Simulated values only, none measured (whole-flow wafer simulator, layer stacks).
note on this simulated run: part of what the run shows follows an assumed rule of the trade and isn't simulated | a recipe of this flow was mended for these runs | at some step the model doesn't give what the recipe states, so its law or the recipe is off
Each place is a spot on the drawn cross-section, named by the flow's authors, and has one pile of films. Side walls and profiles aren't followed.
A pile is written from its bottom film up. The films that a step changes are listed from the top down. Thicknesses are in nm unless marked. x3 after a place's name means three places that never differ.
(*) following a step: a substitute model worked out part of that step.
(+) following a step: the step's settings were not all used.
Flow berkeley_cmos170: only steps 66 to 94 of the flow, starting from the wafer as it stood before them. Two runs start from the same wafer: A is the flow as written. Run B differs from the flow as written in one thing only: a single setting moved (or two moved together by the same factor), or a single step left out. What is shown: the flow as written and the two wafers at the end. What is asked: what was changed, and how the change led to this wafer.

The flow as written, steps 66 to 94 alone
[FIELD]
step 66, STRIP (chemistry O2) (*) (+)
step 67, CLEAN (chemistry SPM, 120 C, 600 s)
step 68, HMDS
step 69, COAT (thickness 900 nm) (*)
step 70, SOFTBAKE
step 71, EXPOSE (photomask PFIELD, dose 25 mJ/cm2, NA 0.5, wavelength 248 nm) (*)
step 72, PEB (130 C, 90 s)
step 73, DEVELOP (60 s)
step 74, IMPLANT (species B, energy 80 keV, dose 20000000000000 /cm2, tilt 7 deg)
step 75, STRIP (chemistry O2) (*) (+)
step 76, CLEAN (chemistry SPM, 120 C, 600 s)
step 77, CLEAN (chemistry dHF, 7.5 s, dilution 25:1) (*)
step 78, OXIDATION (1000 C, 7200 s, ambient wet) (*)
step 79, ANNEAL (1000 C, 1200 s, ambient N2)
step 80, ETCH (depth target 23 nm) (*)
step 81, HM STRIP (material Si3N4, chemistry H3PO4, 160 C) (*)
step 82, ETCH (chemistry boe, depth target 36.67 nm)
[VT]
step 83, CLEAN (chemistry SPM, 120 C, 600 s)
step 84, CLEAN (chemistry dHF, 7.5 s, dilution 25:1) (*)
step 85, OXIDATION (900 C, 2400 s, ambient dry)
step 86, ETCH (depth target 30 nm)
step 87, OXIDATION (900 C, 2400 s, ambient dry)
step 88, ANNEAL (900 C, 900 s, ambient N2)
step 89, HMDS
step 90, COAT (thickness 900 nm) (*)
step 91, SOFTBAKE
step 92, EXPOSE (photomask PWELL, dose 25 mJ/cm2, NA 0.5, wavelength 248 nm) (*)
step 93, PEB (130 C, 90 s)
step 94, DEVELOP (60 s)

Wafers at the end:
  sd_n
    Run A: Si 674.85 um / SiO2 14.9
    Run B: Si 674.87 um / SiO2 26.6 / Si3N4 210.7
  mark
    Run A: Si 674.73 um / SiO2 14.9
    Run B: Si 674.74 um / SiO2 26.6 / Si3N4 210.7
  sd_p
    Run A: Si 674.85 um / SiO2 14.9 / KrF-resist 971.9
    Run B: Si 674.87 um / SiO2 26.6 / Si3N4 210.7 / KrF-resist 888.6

What caused this: step 80, ETCH: depth target 8 nm was run, while the flow as written has depth target 23 nm.

Step by step, how the change led to this:
  step 80, ETCH (depth target 23 nm) (*)
      mark, sd_n, spacer_n and 9 more: A -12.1 SiO2 (all of it), -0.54 Si3N4 | B -8 SiO2
      field: A -23 SiO2 | B -8 SiO2
  step 81, HM STRIP (material Si3N4, chemistry H3PO4, 160 C) (*)
      mark, sd_n, spacer_n and 9 more: A -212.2 Si3N4 (all of it), -11.1 SiO2 | B nothing
      field: A -17.7 SiO2 | B nothing
  step 82, ETCH (chemistry boe, depth target 36.67 nm)
      mark, sd_n, spacer_n and 9 more: A -15.5 SiO2 (all of it) | B -4.14 SiO2 (all of it), -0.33 Si3N4
  step 83, CLEAN (chemistry SPM, 120 C, 600 s)
      mark, sd_n, spacer_n and 9 more: A +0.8 chemical SiO2 (new film), -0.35 Si | B nothing
  step 84, CLEAN (chemistry dHF, 7.5 s, dilution 25:1) (*)
      mark, sd_n, spacer_n and 9 more: A -0.8 chemical SiO2 (all of it) | B -0.21 Si3N4
  step 85, OXIDATION (900 C, 2400 s, ambient dry)
      mark, sd_n, spacer_n and 9 more: A +14.9 SiO2 (new film), -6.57 Si | B nothing
  step 86, ETCH (depth target 30 nm)
      mark, sd_n, spacer_n and 9 more: A -14.9 SiO2 (all of it) | B -1.5 Si3N4
  step 87, OXIDATION (900 C, 2400 s, ambient dry)
      mark, sd_n, spacer_n and 9 more: A +14.9 SiO2 (new film), -6.57 Si | B nothing
  step 90, COAT (thickness 900 nm) (*)
      field: A +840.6 KrF-resist (new film) | B +896.3 KrF-resist (new film)
      sd_n: A +1004.6 KrF-resist (new film) | B +906.3 KrF-resist (new film)
      (as well as at 10 more places)
  step 94, DEVELOP (60 s)
      field: A -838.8 KrF-resist (all of it) | B -894.3 KrF-resist (all of it)
      sd_n: A -1002.3 KrF-resist (all of it) | B -904.3 KrF-resist (all of it)
      (as well as at 7 more places)
